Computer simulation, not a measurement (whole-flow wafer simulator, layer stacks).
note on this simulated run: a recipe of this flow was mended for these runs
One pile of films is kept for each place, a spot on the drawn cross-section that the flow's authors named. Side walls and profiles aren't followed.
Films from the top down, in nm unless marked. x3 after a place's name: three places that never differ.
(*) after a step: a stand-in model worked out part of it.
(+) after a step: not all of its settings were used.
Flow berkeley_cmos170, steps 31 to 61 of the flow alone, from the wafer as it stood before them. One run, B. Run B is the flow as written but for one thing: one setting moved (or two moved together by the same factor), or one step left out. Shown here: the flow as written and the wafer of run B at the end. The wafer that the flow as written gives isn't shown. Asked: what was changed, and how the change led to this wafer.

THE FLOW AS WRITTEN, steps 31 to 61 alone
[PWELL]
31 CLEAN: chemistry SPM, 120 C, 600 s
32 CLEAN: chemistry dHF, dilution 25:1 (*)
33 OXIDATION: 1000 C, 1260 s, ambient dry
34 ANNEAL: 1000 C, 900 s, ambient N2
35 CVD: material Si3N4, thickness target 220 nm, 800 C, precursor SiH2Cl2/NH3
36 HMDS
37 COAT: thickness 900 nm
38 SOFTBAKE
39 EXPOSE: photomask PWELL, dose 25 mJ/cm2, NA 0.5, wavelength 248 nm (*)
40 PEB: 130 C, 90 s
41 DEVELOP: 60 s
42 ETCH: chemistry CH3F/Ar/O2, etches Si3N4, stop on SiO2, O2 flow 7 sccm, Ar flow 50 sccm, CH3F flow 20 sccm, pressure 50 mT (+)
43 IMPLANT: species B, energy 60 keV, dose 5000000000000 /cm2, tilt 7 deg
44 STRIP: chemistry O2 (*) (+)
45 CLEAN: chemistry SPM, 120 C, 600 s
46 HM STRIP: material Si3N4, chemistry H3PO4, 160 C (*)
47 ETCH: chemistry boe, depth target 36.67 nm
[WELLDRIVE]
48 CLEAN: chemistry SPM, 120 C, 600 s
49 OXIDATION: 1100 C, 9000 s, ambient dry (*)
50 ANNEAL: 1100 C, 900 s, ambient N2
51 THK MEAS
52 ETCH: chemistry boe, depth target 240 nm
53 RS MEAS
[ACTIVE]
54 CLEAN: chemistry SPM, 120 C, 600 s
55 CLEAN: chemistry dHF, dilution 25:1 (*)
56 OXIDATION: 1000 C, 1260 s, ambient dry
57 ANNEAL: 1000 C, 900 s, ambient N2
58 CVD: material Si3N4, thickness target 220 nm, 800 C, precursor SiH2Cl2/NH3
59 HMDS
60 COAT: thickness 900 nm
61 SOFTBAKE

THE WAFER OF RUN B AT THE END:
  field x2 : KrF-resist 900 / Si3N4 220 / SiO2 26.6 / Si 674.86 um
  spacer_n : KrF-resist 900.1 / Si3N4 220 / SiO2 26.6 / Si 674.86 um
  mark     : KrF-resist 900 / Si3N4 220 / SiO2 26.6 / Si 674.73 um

The cause: step 33, OXIDATION: 3780 s was run, where the flow has 1260 s.

How the change led to this, step by step:
  33 OXIDATION: 1000 C, 1260 s, ambient dry
      field x2, mark, spacer_n and 9 more: SiO2 +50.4 (new film), Si -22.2 (as written it would be: SiO2 +26.6 (new film), Si -11.7)
  47 ETCH: chemistry boe, depth target 36.67 nm
      sd_p, spacer_p, gate_p: SiO2 -36.7 (as written it would be: SiO2 -19.7 (all of it))
      field x2, mark, spacer_n and 6 more: SiO2 -32.8 (all of it) (as written it would be: SiO2 -8.89 (all of it))
  48 CLEAN: chemistry SPM, 120 C, 600 s
      sd_p, spacer_p, gate_p: nothing (as written it would be: chemical SiO2 +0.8 (new film), Si -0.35)
  49 OXIDATION: 1100 C, 9000 s, ambient dry (*)
      sd_p, spacer_p, gate_p: SiO2 +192, Si -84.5 (as written it would be: SiO2 +197.6 (new film), chemical SiO2 -0.8 (all of it), Si -86.6)
